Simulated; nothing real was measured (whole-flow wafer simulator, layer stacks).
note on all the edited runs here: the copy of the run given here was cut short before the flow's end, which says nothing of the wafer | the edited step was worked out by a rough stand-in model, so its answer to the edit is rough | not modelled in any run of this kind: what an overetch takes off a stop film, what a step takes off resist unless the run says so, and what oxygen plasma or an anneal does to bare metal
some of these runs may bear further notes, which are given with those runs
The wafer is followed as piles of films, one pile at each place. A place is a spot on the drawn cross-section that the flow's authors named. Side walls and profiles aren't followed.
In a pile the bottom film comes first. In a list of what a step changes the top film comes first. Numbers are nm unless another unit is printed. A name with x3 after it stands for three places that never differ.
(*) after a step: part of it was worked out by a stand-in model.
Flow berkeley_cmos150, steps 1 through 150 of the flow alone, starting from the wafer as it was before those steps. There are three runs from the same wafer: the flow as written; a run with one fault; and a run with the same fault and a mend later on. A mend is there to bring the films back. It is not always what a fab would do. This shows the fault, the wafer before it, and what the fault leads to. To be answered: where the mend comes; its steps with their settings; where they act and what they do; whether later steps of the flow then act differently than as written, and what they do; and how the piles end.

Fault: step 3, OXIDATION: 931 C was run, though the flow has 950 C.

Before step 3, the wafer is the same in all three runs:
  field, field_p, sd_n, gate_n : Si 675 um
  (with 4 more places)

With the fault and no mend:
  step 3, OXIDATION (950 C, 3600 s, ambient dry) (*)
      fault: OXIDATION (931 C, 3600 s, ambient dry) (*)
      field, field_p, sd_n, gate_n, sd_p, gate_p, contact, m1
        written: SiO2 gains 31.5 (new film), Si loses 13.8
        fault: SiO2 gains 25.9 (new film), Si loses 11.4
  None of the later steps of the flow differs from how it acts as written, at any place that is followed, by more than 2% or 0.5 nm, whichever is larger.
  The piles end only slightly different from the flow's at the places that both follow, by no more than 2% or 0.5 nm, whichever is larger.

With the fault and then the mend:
  The mend follows step 4.
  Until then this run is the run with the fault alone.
  step 4a, OXIDATION (950 C, 847 s, ambient dry) (*) (the flow's step 3, run once more with other settings)
      field, field_p, sd_n, gate_n, sd_p, gate_p, contact, m1
        SiO2 gains 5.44, Si loses 2.4
  None of the later steps of the flow differs from how it acts as written, at any place that is followed, by more than 2% or 0.5 nm, whichever is larger.
  At every place that both follow, the piles at the end match the flow's.
